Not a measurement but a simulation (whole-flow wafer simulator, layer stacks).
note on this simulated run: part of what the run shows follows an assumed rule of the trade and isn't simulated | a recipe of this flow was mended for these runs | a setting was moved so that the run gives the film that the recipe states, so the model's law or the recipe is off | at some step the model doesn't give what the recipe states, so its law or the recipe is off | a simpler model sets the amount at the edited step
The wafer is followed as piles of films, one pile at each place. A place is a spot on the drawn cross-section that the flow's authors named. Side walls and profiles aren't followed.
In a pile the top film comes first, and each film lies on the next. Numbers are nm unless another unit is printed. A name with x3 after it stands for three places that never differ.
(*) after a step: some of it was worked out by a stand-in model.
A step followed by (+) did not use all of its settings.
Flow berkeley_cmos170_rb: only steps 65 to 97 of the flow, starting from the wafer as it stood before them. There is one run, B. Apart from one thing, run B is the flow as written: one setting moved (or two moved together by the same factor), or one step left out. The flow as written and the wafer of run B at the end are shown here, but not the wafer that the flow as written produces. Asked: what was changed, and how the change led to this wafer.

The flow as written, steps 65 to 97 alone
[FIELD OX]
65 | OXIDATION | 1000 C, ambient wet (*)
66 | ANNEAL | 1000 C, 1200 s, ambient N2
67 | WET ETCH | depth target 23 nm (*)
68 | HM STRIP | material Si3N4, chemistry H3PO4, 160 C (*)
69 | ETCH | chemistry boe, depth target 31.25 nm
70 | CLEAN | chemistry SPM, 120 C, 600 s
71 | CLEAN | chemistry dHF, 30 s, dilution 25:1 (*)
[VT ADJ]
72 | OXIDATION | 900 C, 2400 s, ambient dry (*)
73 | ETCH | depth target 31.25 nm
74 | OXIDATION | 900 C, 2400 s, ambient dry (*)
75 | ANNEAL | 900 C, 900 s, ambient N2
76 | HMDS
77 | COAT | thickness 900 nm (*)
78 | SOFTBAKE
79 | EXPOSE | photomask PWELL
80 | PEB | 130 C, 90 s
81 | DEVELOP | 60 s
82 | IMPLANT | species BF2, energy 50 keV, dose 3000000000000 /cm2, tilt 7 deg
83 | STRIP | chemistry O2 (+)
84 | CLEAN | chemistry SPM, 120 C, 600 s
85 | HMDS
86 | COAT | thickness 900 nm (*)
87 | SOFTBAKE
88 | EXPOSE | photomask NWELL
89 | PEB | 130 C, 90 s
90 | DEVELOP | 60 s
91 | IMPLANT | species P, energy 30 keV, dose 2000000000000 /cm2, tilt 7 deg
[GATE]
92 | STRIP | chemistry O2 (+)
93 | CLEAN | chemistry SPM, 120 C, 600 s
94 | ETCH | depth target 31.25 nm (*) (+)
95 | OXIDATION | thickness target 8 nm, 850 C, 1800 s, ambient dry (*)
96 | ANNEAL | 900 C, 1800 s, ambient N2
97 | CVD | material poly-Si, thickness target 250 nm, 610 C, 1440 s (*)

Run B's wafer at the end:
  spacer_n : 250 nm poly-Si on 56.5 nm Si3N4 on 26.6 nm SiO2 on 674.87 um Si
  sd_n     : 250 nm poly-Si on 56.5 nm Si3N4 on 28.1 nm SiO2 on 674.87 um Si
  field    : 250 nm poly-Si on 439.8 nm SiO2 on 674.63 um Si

The reason: step 68, HM STRIP: 139 C was run, though the flow has 160 C.

How this came from the change, step by step:
  68 | HM STRIP | material Si3N4, chemistry H3PO4, 160 C (*)
      sd_n, spacer_n, gate, sd_p, spacer_p, gate_p, contact, m1: -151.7 Si3N4 (as written it would have been: -212.2 Si3N4 (all of it), -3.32 SiO2)
      field: -1.94 SiO2 (as written it would have been: -9.95 SiO2)
  69 | ETCH | chemistry boe, depth target 31.25 nm
      spacer_n, spacer_p, gate_p, contact, m1: -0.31 Si3N4 (as written it would have been: -23.2 SiO2 (all of it))
      gate, sd_p: -0.31 Si3N4 (as written it would have been: -23.3 SiO2 (all of it))
      (also at 1 further place)
  70 | CLEAN | chemistry SPM, 120 C, 600 s
      sd_n, spacer_n, gate, sd_p, spacer_p, gate_p, contact, m1: nothing (as written it would have been: +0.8 chemical SiO2 (new film), -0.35 Si)
  71 | CLEAN | chemistry dHF, 30 s, dilution 25:1 (*)
      sd_n, spacer_n, gate, sd_p, spacer_p, gate_p, contact, m1: -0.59 Si3N4 (as written it would have been: -0.8 chemical SiO2 (all of it))
  72 | OXIDATION | 900 C, 2400 s, ambient dry (*)
      sd_n, spacer_n, gate, sd_p, spacer_p, gate_p, contact, m1: nothing (as written it would have been: +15 SiO2 (new film), -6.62 Si)
  73 | ETCH | depth target 31.25 nm
      sd_n, spacer_n, gate, sd_p, spacer_p, gate_p, contact, m1: -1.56 Si3N4 (as written it would have been: -15 SiO2 (all of it))
  74 | OXIDATION | 900 C, 2400 s, ambient dry (*)
      sd_n, spacer_n, gate, sd_p, spacer_p, gate_p, contact, m1: nothing (as written it would have been: +15 SiO2 (new film), -6.62 Si)
  77 | COAT | thickness 900 nm (*)
      field: +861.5 KrF-resist (new film) (as written it would have been: +841.8 KrF-resist (new film))
      sd_n: +974.3 KrF-resist (new film) (as written it would have been: +1014.8 KrF-resist (new film))
      (also at 7 further places)
  81 | DEVELOP | 60 s
      spacer_n, gate: -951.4 KrF-resist (all of it) (as written it would have been: -976.9 KrF-resist (all of it))
      field: -859.6 KrF-resist (all of it) (as written it would have been: -839.9 KrF-resist (all of it))
      (also at 3 further places)
  83 | STRIP | chemistry O2 (+)
      sd_p: -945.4 KrF-resist (all of it) (as written it would have been: -977.3 KrF-resist (all of it))
      spacer_p: -933.7 KrF-resist (all of it) (as written it would have been: -958.6 KrF-resist (all of it))
      (also at 1 further place)
  86 | COAT | thickness 900 nm (*)
      field: +861.5 KrF-resist (new film) (as written it would have been: +841.8 KrF-resist (new film))
      sd_n: +974.3 KrF-resist (new film) (as written it would have been: +1014.8 KrF-resist (new film))
      (also at 7 further places)
  90 | DEVELOP | 60 s
      sd_p: -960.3 KrF-resist (all of it) (as written it would have been: -992.2 KrF-resist (all of it))
      spacer_p: -948.7 KrF-resist (all of it) (as written it would have been: -973.6 KrF-resist (all of it))
      (also at 1 further place)
  92 | STRIP | chemistry O2 (+)
      field: -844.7 KrF-resist (all of it) (as written it would have been: -825 KrF-resist (all of it))
      sd_n: -957.2 KrF-resist (all of it) (as written it would have been: -997.5 KrF-resist (all of it))
      (also at 4 further places)
  94 | ETCH | depth target 31.25 nm (*) (+)
      sd_n, spacer_n, gate, sd_p, spacer_p, gate_p, contact, m1: -1.56 Si3N4 (as written it would have been: -15 SiO2 (all of it))
  95 | OXIDATION | thickness target 8 nm, 850 C, 1800 s, ambient dry (*)
      sd_n, spacer_n, gate, sd_p, spacer_p, gate_p, contact, m1: nothing (as written it would have been: +7.53 SiO2 (new film), -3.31 Si)
